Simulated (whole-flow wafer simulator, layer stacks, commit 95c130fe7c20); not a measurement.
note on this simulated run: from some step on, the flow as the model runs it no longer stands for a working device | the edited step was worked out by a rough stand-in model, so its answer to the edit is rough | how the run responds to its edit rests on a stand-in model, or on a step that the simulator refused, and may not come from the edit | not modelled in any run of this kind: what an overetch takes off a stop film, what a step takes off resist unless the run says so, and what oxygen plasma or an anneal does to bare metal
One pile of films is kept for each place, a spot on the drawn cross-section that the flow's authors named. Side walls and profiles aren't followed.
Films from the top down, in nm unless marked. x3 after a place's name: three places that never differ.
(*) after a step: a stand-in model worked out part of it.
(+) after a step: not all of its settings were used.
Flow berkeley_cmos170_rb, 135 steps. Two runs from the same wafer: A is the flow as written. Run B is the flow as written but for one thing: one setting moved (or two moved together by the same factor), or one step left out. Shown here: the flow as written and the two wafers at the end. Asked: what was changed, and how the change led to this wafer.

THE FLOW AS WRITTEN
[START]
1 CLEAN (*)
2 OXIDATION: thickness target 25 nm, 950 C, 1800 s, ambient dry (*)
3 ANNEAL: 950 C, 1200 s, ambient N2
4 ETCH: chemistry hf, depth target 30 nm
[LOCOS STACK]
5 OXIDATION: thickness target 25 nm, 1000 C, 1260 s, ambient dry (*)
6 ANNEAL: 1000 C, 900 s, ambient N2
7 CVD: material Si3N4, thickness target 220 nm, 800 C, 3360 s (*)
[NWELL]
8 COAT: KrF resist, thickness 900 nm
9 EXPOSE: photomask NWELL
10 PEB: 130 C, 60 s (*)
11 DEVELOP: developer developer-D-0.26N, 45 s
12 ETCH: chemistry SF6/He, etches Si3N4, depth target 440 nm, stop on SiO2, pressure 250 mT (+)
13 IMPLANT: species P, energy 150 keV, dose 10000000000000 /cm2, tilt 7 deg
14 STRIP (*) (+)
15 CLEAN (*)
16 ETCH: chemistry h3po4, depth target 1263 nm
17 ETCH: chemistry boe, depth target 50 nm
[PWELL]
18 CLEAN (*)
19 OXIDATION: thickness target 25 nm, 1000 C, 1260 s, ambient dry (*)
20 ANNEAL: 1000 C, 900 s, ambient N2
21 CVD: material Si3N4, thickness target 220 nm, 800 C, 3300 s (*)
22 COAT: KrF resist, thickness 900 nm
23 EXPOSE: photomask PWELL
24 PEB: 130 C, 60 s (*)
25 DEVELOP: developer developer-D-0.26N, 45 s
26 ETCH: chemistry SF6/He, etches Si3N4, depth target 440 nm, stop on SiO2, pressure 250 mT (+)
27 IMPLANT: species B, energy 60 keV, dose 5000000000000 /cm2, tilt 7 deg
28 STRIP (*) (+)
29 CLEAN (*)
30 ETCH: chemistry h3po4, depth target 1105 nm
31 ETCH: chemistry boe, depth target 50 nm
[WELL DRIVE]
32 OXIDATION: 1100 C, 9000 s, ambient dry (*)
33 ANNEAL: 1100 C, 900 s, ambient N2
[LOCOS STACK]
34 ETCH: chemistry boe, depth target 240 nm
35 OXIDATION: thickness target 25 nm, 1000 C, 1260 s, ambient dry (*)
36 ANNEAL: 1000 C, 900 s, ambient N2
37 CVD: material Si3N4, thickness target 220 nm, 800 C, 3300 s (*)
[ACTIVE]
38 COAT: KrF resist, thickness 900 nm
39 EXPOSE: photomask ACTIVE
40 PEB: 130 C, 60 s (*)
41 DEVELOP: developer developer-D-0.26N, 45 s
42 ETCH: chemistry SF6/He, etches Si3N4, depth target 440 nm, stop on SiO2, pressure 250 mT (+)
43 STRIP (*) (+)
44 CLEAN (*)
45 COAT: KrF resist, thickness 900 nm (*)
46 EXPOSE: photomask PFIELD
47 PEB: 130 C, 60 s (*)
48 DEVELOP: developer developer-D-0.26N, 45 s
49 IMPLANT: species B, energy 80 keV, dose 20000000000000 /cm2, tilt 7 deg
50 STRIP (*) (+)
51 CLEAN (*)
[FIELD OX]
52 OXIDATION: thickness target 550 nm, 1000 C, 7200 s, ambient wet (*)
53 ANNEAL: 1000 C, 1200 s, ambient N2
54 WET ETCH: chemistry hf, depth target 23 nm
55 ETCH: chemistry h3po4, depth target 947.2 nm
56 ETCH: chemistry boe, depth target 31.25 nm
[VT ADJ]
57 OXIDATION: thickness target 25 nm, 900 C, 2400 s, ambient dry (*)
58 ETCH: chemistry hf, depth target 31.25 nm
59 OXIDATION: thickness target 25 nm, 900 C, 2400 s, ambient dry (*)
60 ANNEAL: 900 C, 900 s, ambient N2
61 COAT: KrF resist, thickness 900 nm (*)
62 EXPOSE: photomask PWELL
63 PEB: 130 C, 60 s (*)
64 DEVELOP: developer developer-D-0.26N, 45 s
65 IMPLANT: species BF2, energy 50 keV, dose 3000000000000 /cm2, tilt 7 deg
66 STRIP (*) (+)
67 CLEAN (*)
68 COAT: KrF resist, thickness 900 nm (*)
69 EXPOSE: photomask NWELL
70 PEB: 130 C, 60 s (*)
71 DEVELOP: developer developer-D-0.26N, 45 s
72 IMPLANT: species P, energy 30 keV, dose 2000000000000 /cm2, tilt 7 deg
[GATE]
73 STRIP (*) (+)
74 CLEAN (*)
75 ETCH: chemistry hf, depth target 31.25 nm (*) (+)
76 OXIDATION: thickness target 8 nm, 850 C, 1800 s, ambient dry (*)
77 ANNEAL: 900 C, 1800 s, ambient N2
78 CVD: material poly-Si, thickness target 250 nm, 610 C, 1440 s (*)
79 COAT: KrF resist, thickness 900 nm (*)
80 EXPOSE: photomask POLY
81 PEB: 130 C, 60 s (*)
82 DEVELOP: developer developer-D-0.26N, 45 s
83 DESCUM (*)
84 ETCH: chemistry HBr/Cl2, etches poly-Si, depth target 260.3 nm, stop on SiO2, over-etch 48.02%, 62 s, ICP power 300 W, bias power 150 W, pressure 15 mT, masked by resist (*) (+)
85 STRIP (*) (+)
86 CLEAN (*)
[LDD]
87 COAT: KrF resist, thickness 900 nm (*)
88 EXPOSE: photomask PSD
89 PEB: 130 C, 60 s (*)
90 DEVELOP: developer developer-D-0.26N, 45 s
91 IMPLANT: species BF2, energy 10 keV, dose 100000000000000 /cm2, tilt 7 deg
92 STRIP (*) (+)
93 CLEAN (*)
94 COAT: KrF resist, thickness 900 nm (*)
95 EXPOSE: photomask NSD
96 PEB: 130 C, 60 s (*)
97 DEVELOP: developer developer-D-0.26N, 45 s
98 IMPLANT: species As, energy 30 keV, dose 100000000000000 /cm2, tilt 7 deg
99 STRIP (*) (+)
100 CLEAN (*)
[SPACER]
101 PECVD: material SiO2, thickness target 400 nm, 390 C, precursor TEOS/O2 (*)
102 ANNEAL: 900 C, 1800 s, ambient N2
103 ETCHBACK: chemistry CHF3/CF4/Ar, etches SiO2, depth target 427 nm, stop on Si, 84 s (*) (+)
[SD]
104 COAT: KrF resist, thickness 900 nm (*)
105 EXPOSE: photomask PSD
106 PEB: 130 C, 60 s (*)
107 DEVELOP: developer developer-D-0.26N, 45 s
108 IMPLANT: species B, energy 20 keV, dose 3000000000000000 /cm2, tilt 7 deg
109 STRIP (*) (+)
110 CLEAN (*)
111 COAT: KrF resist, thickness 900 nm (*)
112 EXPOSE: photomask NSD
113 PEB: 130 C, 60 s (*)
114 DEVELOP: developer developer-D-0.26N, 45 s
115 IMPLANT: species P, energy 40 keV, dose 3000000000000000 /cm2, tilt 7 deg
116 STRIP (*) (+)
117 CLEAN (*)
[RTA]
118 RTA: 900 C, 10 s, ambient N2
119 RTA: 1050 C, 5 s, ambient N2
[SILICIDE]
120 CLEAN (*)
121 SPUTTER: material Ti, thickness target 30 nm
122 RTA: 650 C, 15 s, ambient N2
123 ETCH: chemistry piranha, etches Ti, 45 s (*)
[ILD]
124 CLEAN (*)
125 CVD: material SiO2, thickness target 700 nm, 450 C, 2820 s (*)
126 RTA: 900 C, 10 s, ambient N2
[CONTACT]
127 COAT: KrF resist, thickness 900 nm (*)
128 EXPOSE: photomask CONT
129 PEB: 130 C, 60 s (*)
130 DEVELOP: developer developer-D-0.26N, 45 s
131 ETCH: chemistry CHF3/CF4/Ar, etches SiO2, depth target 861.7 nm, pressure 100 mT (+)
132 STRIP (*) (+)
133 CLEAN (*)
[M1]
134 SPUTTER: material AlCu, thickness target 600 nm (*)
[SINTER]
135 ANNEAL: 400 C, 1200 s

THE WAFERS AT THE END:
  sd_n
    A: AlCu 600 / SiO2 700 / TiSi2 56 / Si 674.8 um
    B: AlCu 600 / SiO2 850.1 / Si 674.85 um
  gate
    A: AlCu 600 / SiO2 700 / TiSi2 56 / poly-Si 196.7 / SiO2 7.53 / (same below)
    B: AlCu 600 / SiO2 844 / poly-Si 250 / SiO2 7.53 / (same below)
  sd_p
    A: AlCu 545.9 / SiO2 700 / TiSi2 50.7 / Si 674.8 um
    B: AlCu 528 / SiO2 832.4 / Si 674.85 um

The cause: step 103, ETCHBACK: depth target 256 nm was run, where the flow has depth target 427 nm.

How the change led to this, step by step:
  103 ETCHBACK: chemistry CHF3/CF4/Ar, etches SiO2, depth target 427 nm, stop on Si, 84 s (*) (+)
      sd_n, contact, m1: A SiO2 -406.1 (all of it) | B SiO2 -256
      spacer_n, spacer_p: A SiO2 -157.9 | B nothing
      (and at 4 more places)
  104 COAT: KrF resist, thickness 900 nm (*)
      sd_n: A KrF resist +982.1 (new film) | B KrF resist +1005.6 (new film)
      spacer_n: A KrF resist +766.3 (new film) | B KrF resist +792.1 (new film)
      (and at 4 more places)
  107 DEVELOP: developer developer-D-0.26N, 45 s
      sd_p: A KrF resist -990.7 (all of it) | B KrF resist -1038.8 (all of it)
      spacer_p: A KrF resist -767.7 (all of it) | B KrF resist -790.9 (all of it)
      (and at 1 more place)
  109 STRIP (*) (+)
      sd_n: A KrF resist -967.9 (all of it) | B KrF resist -991.4 (all of it)
      spacer_n: A KrF resist -752.1 (all of it) | B KrF resist -777.9 (all of it)
      (and at 1 more place)
  111 COAT: KrF resist, thickness 900 nm (*)
      sd_n: A KrF resist +982.1 (new film) | B KrF resist +1005.6 (new film)
      spacer_n: A KrF resist +766.3 (new film) | B KrF resist +792.1 (new film)
      (and at 4 more places)
  114 DEVELOP: developer developer-D-0.26N, 45 s
      sd_n: A KrF resist -982.1 (all of it) | B KrF resist -1005.6 (all of it)
      spacer_n: A KrF resist -766.3 (all of it) | B KrF resist -792.1 (all of it)
      (and at 1 more place)
  116 STRIP (*) (+)
      sd_p: A KrF resist -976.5 (all of it) | B KrF resist -1024.6 (all of it)
      spacer_p: A KrF resist -753.5 (all of it) | B KrF resist -776.7 (all of it)
      (and at 1 more place)
  121 SPUTTER: material Ti, thickness target 30 nm
      sd_p: A Ti +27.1 (new film) | B Ti +24.3 (new film)
  122 RTA: 650 C, 15 s, ambient N2
      sd_n, contact, m1: A Ti -23.4, TiSi first +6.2 (new film), TiSi2 C49 +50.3 (new film), Si -49 | B nothing
      gate, gate_p: A Ti -23.4, TiSi first +6.2 (new film), TiSi2 C49 +50.3 (new film), poly-Si -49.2 | B nothing
      (and at 1 more place)
  123 ETCH: chemistry piranha, etches Ti, 45 s (*)
      sd_n, gate, gate_p, contact, m1: A Ti -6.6 (all of it) | B Ti -30 (all of it)
      sd_p: A Ti -5.96 (all of it) | B Ti -24.3 (all of it)
  125 CVD: material SiO2, thickness target 700 nm, 450 C, 2820 s (*)
      sd_n, gate, sd_p, gate_p, contact, m1: A SiO2 +700 (new film) | B SiO2 +700
  126 RTA: 900 C, 10 s, ambient N2
      sd_n, contact, m1: A under 1 film: TiSi2 +56 (new film), TiSi first -6.2 (all of it), TiSi2 C49 -50.3 (all of it), Si -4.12 | B nothing
      gate, gate_p: A under 1 film: TiSi2 +56 (new film), TiSi first -6.2 (all of it), TiSi2 C49 -50.3 (all of it), poly-Si -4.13 | B nothing
      (and at 1 more place)
  127 COAT: KrF resist, thickness 900 nm (*)
      gate: A KrF resist +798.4 (new film) | B KrF resist +816.8 (new film)
      sd_p: A KrF resist +1039.8 (new film) | B KrF resist +1073.9 (new film)
      (and at 1 more place)
  131 ETCH: chemistry CHF3/CF4/Ar, etches SiO2, depth target 861.7 nm, pressure 100 mT (+)
      contact: A SiO2 -700 (all of it), TiSi2 -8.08 | B SiO2 -850.1 (all of it), Si -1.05
  132 STRIP (*) (+)
      gate: A KrF resist -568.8 (all of it) | B KrF resist -587.1 (all of it)
      sd_p: A KrF resist -810.2 (all of it) | B KrF resist -844.3 (all of it)
      (and at 1 more place)
  134 SPUTTER: material AlCu, thickness target 600 nm (*)
      sd_p: A AlCu +545.9 (new film) | B AlCu +528 (new film)
      contact: A AlCu +415.1 (new film) | B AlCu +381.7 (new film)
